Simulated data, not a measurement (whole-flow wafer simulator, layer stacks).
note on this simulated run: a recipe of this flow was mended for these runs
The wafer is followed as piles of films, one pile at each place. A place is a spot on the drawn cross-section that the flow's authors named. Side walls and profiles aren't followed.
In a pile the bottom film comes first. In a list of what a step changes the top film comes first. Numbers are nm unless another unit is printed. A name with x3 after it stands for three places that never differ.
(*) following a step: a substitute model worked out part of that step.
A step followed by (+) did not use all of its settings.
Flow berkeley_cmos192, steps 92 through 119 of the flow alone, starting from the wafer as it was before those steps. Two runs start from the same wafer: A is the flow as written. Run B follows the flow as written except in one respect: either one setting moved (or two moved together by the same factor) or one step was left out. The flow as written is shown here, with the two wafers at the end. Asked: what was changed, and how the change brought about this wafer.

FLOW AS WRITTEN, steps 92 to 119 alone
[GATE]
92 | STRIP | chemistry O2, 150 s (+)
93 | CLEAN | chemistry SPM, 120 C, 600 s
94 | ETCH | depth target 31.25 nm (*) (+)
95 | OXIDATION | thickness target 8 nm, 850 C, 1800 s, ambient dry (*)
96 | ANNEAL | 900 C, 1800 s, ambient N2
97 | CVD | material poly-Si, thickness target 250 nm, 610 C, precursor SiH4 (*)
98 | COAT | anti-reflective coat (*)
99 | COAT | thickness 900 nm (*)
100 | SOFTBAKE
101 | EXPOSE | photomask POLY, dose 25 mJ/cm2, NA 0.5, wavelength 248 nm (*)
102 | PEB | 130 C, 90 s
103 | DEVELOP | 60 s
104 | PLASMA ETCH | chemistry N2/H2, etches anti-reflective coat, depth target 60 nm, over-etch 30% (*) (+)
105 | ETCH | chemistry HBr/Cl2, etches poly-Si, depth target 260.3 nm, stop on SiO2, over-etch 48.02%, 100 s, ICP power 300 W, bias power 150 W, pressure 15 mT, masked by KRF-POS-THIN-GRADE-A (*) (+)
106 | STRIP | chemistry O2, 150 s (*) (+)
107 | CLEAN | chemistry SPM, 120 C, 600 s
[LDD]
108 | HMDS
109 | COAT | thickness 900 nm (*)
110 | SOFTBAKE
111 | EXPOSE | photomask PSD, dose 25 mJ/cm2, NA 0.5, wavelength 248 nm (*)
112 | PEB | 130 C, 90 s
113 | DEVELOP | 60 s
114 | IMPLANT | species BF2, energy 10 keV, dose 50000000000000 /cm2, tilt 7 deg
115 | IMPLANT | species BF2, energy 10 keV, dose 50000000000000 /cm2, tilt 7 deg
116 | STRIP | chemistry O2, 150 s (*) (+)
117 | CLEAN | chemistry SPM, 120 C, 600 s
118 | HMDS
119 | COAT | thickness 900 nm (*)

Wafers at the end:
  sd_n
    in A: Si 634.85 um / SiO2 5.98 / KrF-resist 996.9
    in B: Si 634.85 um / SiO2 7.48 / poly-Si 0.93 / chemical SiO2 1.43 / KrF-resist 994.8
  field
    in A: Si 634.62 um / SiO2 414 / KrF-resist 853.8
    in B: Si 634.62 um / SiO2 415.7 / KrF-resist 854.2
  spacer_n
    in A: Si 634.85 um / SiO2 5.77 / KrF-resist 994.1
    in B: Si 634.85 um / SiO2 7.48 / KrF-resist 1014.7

What caused this: step 97, CVD: thickness target 388 nm was run, while the flow as written has thickness target 250 nm.

The path from the change to this, step by step:
  97 | CVD | material poly-Si, thickness target 250 nm, 610 C, precursor SiH4 (*)
      field, sd_n, spacer_n and 6 more: A poly-Si gains 250 (new film) | B poly-Si gains 388 (new film)
  98 | COAT | anti-reflective coat (*)
      field: A anti-reflective coat gains 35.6 (new film) | B anti-reflective coat gains 36.7 (new film)
      sd_n: A anti-reflective coat gains 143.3 (new film) | B anti-reflective coat gains 147.9 (new film)
      (and at 2 other places as well)
  104 | PLASMA ETCH | chemistry N2/H2, etches anti-reflective coat, depth target 60 nm, over-etch 30% (*) (+)
      field: A anti-reflective coat loses 35.6 (all of it), poly-Si loses 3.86 | B anti-reflective coat loses 36.7 (all of it), poly-Si loses 3.99
      sd_n: A anti-reflective coat loses 143.3 (all of it), poly-Si loses 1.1 | B anti-reflective coat loses 147.9 (all of it), poly-Si loses 1.14
      (and at 2 other places as well)
  105 | ETCH | chemistry HBr/Cl2, etches poly-Si, depth target 260.3 nm, stop on SiO2, over-etch 48.02%, 100 s, ICP power 300 W, bias power 150 W, pressure 15 mT, masked by KRF-POS-THIN-GRADE-A (*) (+)
      spacer_n, spacer_p: A poly-Si loses 246.2 (all of it), SiO2 loses 1.71 | B poly-Si loses 384 (all of it)
      field: A poly-Si loses 246.1 (all of it), SiO2 loses 1.71 | B poly-Si loses 384 (all of it)
      (and at 4 other places as well)
  106 | STRIP | chemistry O2, 150 s (*) (+)
      sd_n: A nothing | B chemical SiO2 gains 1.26 (new film), poly-Si loses 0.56
  109 | COAT | thickness 900 nm (*)
      spacer_n: A KrF-resist gains 994 (new film) | B KrF-resist gains 1014.3 (new film)
      gate: A KrF-resist gains 743.5 (new film) | B KrF-resist gains 629 (new film)
      (and at 1 other place as well)
  113 | DEVELOP | 60 s
      gate_p: A KrF-resist loses 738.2 (all of it) | B KrF-resist loses 623.4 (all of it)
  116 | STRIP | chemistry O2, 150 s (*) (+)
      spacer_n: A KrF-resist loses 976.9 (all of it) | B KrF-resist loses 997 (all of it)
      gate: A KrF-resist loses 727 (all of it), chemical SiO2 gains 0.2, poly-Si loses 0.09 | B KrF-resist loses 612.8 (all of it), chemical SiO2 gains 0.2, poly-Si loses 0.09
  119 | COAT | thickness 900 nm (*)
      spacer_n: A KrF-resist gains 994.1 (new film) | B KrF-resist gains 1014.7 (new film)
      gate: A KrF-resist gains 743.4 (new film) | B KrF-resist gains 629.5 (new film)
      (and at 1 other place as well)
